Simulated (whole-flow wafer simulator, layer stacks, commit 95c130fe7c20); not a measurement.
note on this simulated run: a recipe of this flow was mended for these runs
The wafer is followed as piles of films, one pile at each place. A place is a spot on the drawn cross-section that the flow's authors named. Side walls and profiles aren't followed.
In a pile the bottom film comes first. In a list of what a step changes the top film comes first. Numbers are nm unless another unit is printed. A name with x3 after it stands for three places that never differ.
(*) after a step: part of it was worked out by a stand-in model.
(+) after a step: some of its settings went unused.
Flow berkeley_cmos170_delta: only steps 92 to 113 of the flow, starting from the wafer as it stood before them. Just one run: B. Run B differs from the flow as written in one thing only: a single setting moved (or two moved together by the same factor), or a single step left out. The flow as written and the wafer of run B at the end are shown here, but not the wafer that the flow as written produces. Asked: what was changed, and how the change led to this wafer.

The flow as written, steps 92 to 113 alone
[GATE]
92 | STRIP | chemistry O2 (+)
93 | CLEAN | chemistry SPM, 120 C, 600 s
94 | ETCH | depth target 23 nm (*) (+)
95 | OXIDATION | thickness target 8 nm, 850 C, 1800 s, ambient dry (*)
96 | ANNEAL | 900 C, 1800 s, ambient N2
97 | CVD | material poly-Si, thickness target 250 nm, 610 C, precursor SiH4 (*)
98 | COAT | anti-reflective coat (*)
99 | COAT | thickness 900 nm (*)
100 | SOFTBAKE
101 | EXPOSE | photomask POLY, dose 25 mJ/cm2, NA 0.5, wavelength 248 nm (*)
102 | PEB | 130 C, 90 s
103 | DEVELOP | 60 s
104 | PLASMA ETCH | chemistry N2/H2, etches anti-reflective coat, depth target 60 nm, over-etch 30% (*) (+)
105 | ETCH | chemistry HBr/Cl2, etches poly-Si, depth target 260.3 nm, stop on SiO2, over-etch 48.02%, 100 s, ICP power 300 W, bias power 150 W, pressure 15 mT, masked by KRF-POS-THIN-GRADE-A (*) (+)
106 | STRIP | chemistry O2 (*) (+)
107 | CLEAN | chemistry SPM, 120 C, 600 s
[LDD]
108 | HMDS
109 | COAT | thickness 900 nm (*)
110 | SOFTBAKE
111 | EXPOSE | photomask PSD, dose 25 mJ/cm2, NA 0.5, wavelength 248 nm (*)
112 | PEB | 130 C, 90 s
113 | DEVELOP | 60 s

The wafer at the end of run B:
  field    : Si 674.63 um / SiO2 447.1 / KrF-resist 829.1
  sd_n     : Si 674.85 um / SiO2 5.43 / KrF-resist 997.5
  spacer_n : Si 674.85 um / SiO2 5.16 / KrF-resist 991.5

The reason: step 95, OXIDATION: thickness target 7.04 nm was run, though the flow has thickness target 8 nm; step 95, OXIDATION: 1584 s was run, where the flow has 1800 s.

Step by step, how the change led to this:
  95 | OXIDATION | thickness target 8 nm, 850 C, 1800 s, ambient dry (*)
      sd_n, spacer_n, gate, sd_p, spacer_p, gate_p, contact, m1: SiO2 gains 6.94 (new film), Si loses 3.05 (as written it would have been: SiO2 gains 7.48 (new film), Si loses 3.29)
